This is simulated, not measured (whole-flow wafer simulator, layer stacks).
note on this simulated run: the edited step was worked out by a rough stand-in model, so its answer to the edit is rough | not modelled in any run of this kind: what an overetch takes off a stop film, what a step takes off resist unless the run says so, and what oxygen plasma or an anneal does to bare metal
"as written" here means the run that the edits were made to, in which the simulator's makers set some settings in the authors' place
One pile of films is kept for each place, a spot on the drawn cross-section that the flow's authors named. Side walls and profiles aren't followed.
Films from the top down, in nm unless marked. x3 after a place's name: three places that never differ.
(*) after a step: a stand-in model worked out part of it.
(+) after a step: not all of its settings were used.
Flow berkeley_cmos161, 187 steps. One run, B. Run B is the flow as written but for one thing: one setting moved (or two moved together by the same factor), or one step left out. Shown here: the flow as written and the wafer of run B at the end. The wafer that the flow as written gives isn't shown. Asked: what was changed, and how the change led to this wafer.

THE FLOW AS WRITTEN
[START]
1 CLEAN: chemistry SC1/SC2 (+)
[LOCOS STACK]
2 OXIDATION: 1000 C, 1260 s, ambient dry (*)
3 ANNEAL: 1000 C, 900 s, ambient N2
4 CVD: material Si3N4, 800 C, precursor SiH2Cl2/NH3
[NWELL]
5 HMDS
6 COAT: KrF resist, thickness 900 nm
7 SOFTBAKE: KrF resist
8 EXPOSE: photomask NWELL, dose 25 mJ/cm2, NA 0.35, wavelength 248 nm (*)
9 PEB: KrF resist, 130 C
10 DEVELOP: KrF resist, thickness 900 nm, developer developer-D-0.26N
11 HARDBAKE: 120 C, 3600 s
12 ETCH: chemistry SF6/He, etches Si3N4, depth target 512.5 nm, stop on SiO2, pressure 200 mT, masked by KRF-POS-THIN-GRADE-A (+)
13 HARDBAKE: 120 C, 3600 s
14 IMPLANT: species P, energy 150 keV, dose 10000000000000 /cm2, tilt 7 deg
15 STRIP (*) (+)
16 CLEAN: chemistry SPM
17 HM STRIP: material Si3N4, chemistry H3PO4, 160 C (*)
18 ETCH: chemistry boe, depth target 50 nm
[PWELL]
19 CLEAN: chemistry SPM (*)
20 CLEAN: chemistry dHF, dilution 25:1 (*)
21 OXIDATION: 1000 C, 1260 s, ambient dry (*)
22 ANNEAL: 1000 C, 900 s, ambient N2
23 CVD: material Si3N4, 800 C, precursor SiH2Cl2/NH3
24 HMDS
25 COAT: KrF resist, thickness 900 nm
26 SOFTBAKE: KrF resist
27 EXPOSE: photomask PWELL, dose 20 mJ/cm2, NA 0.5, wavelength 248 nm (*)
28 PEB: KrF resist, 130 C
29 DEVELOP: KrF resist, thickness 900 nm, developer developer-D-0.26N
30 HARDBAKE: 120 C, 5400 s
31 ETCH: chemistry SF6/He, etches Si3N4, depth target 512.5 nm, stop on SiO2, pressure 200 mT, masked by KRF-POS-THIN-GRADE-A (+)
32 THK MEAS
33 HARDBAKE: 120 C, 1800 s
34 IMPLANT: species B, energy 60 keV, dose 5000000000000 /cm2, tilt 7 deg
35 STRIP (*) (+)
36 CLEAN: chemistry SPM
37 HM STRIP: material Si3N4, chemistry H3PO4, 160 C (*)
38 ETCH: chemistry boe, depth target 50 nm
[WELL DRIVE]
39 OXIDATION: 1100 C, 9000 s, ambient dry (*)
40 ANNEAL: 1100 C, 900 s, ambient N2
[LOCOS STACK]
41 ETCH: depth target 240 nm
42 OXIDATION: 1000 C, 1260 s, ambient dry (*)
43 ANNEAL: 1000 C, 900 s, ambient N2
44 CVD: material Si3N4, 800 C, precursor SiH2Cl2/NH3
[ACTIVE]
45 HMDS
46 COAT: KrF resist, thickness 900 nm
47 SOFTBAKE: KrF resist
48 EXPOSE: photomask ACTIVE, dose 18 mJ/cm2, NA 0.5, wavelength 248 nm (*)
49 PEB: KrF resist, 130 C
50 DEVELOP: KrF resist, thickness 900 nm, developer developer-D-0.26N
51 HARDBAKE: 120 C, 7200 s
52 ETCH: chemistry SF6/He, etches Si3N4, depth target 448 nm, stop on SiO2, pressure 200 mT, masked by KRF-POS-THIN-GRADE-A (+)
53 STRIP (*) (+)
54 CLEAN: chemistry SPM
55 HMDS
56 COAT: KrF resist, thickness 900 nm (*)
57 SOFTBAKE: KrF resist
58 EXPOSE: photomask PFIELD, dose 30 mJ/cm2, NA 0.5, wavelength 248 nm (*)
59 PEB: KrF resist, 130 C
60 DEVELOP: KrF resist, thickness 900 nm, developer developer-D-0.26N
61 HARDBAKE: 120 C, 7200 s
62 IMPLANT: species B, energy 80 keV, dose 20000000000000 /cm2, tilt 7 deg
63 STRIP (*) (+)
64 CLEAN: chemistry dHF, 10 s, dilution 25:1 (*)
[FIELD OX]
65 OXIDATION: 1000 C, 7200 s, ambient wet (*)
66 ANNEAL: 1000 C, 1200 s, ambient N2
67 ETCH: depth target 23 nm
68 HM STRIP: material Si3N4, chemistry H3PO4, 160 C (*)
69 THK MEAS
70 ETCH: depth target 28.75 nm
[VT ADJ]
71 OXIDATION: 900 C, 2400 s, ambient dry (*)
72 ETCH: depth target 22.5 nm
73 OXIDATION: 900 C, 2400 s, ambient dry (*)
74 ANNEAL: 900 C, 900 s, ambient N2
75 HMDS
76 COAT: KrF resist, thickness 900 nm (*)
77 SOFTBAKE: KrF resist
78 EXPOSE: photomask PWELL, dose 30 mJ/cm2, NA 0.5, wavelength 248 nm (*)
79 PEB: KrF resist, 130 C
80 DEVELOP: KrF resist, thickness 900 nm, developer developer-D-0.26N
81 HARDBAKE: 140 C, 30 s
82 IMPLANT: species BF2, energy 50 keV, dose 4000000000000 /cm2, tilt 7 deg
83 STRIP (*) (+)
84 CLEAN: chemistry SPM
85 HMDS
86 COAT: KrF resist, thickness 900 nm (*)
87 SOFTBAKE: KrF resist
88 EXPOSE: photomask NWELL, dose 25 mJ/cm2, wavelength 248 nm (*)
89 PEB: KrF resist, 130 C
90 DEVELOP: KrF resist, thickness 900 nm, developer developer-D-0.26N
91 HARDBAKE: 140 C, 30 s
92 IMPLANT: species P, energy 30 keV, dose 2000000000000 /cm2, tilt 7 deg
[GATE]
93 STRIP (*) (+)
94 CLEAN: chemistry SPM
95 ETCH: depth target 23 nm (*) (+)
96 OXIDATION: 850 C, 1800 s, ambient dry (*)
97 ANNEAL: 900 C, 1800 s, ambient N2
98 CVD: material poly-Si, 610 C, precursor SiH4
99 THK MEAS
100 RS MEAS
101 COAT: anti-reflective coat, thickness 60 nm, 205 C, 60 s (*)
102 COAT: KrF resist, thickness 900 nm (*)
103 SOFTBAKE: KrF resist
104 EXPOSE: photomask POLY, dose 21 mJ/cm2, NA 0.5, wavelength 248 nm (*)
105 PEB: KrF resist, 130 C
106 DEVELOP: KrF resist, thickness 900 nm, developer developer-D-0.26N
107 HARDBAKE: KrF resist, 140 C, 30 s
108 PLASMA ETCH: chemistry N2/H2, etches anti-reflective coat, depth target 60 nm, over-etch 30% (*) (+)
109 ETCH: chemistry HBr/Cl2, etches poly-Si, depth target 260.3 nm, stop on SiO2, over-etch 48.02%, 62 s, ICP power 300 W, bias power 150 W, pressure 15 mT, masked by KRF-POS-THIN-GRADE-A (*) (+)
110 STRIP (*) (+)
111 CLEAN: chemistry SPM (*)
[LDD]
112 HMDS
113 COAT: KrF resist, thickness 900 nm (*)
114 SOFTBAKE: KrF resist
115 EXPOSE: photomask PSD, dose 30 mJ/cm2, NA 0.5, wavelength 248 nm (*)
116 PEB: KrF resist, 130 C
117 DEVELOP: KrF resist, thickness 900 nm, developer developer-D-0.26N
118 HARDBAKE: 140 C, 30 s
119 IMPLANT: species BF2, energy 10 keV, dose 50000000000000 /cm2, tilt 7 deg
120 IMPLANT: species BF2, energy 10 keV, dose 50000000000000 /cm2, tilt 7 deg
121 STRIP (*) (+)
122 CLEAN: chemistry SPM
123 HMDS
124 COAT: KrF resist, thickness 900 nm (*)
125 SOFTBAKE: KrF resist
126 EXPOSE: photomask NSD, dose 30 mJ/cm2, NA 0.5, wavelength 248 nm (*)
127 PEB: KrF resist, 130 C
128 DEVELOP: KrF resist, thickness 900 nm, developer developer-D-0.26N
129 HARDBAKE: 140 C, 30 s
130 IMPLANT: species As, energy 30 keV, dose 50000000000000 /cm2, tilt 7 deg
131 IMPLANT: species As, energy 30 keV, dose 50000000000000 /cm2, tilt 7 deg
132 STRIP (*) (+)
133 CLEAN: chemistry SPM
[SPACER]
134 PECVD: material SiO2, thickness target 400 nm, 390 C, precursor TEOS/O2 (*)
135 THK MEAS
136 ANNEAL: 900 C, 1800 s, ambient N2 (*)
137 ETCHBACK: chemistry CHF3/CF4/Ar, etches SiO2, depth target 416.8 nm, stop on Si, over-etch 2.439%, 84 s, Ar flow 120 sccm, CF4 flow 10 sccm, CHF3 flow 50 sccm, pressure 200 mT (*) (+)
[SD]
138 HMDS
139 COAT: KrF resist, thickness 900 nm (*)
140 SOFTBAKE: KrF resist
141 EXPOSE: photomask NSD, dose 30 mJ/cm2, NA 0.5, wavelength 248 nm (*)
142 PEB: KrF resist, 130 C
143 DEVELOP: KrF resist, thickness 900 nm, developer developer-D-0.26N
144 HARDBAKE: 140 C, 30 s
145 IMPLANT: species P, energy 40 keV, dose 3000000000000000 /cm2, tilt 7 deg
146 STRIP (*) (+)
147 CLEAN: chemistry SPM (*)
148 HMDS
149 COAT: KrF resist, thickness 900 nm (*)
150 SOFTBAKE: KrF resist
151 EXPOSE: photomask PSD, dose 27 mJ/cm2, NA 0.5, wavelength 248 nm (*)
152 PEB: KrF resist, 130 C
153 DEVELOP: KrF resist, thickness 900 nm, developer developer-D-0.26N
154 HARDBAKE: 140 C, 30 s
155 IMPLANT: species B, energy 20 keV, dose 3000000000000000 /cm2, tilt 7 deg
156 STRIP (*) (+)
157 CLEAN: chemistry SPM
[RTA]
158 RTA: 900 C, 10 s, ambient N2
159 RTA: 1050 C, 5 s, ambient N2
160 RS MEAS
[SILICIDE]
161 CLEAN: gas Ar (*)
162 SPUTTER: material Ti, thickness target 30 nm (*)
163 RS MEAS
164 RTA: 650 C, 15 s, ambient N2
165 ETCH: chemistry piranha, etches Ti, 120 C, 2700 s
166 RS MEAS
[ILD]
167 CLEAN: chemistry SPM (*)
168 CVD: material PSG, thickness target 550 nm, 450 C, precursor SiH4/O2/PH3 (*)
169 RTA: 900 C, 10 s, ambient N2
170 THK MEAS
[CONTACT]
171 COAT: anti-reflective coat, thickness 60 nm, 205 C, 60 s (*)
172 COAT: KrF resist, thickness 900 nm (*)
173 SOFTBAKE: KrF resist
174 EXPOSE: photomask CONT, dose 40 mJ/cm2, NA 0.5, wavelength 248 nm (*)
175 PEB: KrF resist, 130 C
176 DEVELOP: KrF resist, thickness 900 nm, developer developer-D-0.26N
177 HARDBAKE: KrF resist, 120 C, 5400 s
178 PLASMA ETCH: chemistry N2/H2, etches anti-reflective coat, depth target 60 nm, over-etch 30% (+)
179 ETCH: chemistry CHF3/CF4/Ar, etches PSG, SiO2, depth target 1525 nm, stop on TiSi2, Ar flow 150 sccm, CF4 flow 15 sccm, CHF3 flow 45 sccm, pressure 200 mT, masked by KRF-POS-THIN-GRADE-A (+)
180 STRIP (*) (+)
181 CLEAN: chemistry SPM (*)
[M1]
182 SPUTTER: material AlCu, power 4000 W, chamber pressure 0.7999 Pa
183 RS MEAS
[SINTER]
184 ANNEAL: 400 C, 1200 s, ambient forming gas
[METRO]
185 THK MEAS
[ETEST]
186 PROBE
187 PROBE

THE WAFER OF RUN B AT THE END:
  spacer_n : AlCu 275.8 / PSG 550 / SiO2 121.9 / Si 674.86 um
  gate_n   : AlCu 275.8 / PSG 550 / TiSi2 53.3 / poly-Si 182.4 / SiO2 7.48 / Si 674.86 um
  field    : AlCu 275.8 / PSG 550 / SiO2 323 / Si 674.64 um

The cause: step 137, ETCHBACK: depth target 500.2 nm was run, where the flow has depth target 416.8 nm.

How the change led to this, step by step:
  137 ETCHBACK: chemistry CHF3/CF4/Ar, etches SiO2, depth target 416.8 nm, stop on Si, over-etch 2.439%, 84 s, Ar flow 120 sccm, CF4 flow 10 sccm, CHF3 flow 50 sccm, pressure 200 mT (*) (+)
      spacer_n, spacer_p: SiO2 -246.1 (as written it would be: SiO2 -160.7)
      gate_n, gate_p: SiO2 -382 (all of it), chemical SiO2 -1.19 (all of it), poly-Si -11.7 (as written it would be: SiO2 -382 (all of it), chemical SiO2 -1.19 (all of it), poly-Si -3.98)
      (and at 1 more place)
  139 COAT: KrF resist, thickness 900 nm (*)
      sd_n: KrF resist +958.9 (new film) (as written it would be: KrF resist +1008.1 (new film))
      spacer_n: KrF resist +857.9 (new film) (as written it would be: KrF resist +816.8 (new film))
      (and at 6 more places)
  143 DEVELOP: KrF resist, thickness 900 nm, developer developer-D-0.26N
      sd_n: KrF resist -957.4 (all of it) (as written it would be: KrF resist -1006.5 (all of it))
      spacer_n: KrF resist -856.5 (all of it) (as written it would be: KrF resist -815.5 (all of it))
      (and at 2 more places)
  144 HARDBAKE: 140 C, 30 s
      sd_p: KrF resist -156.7 (as written it would be: KrF resist -163.7)
      spacer_p: KrF resist -138.3 (as written it would be: KrF resist -131)
      (and at 2 more places)
  146 STRIP (*) (+)
      field: KrF resist -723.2 (all of it) (as written it would be: KrF resist -708.5 (all of it))
      sd_p: chemical SiO2 +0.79 (new film), KrF resist -796.1 (all of it), Si -0.35 (as written it would be: chemical SiO2 +0.8 (new film), KrF resist -832.5 (all of it), Si -0.35)
      (and at 3 more places)
  149 COAT: KrF resist, thickness 900 nm (*)
      sd_n: KrF resist +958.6 (new film) (as written it would be: KrF resist +1007.8 (new film))
      spacer_n: KrF resist +858.2 (new film) (as written it would be: KrF resist +817.1 (new film))
      (and at 6 more places)
  153 DEVELOP: KrF resist, thickness 900 nm, developer developer-D-0.26N
      sd_p: KrF resist -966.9 (all of it) (as written it would be: KrF resist -1010.3 (all of it))
      spacer_p: KrF resist -853.6 (all of it) (as written it would be: KrF resist -808.8 (all of it))
      (and at 1 more place)
  154 HARDBAKE: 140 C, 30 s
      sd_n: KrF resist -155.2 (as written it would be: KrF resist -163)
      spacer_n: KrF resist -138.9 (as written it would be: KrF resist -132.2)
      (and at 3 more places)
  156 STRIP (*) (+)
      field: KrF resist -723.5 (all of it) (as written it would be: KrF resist -708.6 (all of it))
      sd_n: KrF resist -787.6 (all of it), chemical SiO2 +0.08 (as written it would be: KrF resist -828.9 (all of it), chemical SiO2 +0.08)
      (and at 4 more places)
  168 CVD: material PSG, thickness target 550 nm, 450 C, precursor SiH4/O2/PH3 (*)
      sd_p: PSG +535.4 (new film) (as written it would be: PSG +521.9 (new film))
  171 COAT: anti-reflective coat, thickness 60 nm, 205 C, 60 s (*)
      field: anti-reflective coat +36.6 (new film) (as written it would be: anti-reflective coat +38.5 (new film))
      sd_n: anti-reflective coat +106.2 (new film) (as written it would be: anti-reflective coat +149.7 (new film))
      (and at 7 more places)
  172 COAT: KrF resist, thickness 900 nm (*)
      gate_n: KrF resist +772 (new film) (as written it would be: KrF resist +807.8 (new film))
      sd_p: KrF resist +951.6 (new film) (as written it would be: KrF resist +996.6 (new film))
      (and at 4 more places)
  176 DEVELOP: KrF resist, thickness 900 nm, developer developer-D-0.26N
      contact: KrF resist -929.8 (all of it) (as written it would be: KrF resist -977.7 (all of it))
  178 PLASMA ETCH: chemistry N2/H2, etches anti-reflective coat, depth target 60 nm, over-etch 30% (+)
      field, sd_n, spacer_n, gate_n, sd_p, spacer_p, gate_p, m1: KrF resist -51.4 (as written it would be: KrF resist -44.3)
      contact: anti-reflective coat -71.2 (all of it), PSG -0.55 (as written it would be: anti-reflective coat -61.4 (all of it), PSG -0.47)
  180 STRIP (*) (+)
      field: KrF resist -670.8 (all of it), anti-reflective coat -36.6 (all of it) (as written it would be: KrF resist -665.1 (all of it), anti-reflective coat -38.5 (all of it))
      sd_n: KrF resist -678.7 (all of it), anti-reflective coat -106.2 (all of it) (as written it would be: KrF resist -692.5 (all of it), anti-reflective coat -149.7 (all of it))
      (and at 6 more places)
  182 SPUTTER: material AlCu, power 4000 W, chamber pressure 0.7999 Pa
      sd_p: AlCu +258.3 (new film) (as written it would be: AlCu +234.7 (new film))
